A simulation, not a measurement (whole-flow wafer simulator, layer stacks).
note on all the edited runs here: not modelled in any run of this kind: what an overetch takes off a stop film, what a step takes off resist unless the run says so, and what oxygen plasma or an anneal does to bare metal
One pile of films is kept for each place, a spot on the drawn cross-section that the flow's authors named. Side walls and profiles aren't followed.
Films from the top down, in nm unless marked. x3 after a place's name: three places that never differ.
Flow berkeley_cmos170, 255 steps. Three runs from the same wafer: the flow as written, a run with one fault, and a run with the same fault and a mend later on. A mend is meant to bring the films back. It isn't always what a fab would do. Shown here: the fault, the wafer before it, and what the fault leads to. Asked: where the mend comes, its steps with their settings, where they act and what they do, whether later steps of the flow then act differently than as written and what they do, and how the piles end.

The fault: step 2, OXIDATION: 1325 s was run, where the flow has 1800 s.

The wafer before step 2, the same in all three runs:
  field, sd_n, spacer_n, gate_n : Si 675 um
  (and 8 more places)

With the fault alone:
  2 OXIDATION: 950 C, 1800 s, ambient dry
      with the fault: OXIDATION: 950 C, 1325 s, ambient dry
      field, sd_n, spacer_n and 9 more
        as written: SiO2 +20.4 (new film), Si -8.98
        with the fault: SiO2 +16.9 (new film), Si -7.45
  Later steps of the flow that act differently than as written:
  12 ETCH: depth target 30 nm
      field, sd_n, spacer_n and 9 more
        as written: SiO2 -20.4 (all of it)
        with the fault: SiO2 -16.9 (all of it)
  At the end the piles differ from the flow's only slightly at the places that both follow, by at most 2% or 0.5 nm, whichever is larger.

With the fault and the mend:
  The mend comes after step 3.
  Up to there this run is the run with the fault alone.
  3a OXIDATION: 950 C, 423 s, ambient dry (the flow's step 2 once more, with other settings)
      field, sd_n, spacer_n and 9 more
        SiO2 +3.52, Si -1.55
  No later step of the flow acts differently than as written, at any place that is followed, by more than 2% or 0.5 nm, whichever is larger.
  At the end the piles are the same as the flow's at every place that both follow.
